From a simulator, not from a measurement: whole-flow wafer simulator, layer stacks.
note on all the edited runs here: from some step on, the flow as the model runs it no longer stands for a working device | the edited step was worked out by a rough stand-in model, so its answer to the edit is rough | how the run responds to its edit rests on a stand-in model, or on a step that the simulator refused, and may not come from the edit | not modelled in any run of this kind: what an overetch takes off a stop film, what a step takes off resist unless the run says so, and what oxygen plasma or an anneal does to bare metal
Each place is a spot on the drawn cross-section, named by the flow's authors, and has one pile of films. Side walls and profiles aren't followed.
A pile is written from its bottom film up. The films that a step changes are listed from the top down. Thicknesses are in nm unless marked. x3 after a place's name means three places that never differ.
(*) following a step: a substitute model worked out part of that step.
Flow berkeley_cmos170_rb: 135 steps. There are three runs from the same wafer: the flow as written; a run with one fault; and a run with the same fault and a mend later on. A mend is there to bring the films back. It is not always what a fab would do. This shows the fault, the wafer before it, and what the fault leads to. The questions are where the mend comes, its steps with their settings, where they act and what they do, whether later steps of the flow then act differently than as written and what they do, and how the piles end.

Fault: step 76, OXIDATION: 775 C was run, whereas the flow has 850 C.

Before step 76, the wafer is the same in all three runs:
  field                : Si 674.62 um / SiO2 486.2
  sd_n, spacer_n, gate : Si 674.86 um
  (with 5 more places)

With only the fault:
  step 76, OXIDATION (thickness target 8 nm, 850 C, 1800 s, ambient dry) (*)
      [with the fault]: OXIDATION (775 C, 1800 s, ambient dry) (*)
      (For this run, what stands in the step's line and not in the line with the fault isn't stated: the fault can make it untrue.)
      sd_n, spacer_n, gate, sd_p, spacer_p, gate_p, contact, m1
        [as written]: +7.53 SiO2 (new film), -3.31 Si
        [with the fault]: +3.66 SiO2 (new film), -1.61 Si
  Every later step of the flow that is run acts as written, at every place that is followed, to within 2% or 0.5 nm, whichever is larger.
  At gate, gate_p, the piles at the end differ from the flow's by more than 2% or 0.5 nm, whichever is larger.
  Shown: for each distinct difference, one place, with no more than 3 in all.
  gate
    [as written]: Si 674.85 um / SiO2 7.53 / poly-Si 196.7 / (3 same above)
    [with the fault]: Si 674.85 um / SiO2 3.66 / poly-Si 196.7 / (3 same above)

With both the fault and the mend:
  The mend stands after step 76.
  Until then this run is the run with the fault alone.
  step 76a, OXIDATION (850 C, 1389 s, ambient dry) (*) (the flow's step 76 again, with other settings)
      sd_n, spacer_n, gate, sd_p, spacer_p, gate_p, contact, m1
        +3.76 SiO2, -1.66 Si
      field
        +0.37 SiO2, -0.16 Si
  Every later step of the flow that is run acts as written, at every place that is followed, to within 2% or 0.5 nm, whichever is larger.
  The piles end only slightly different from the flow's at the places that both follow, by no more than 2% or 0.5 nm, whichever is larger.
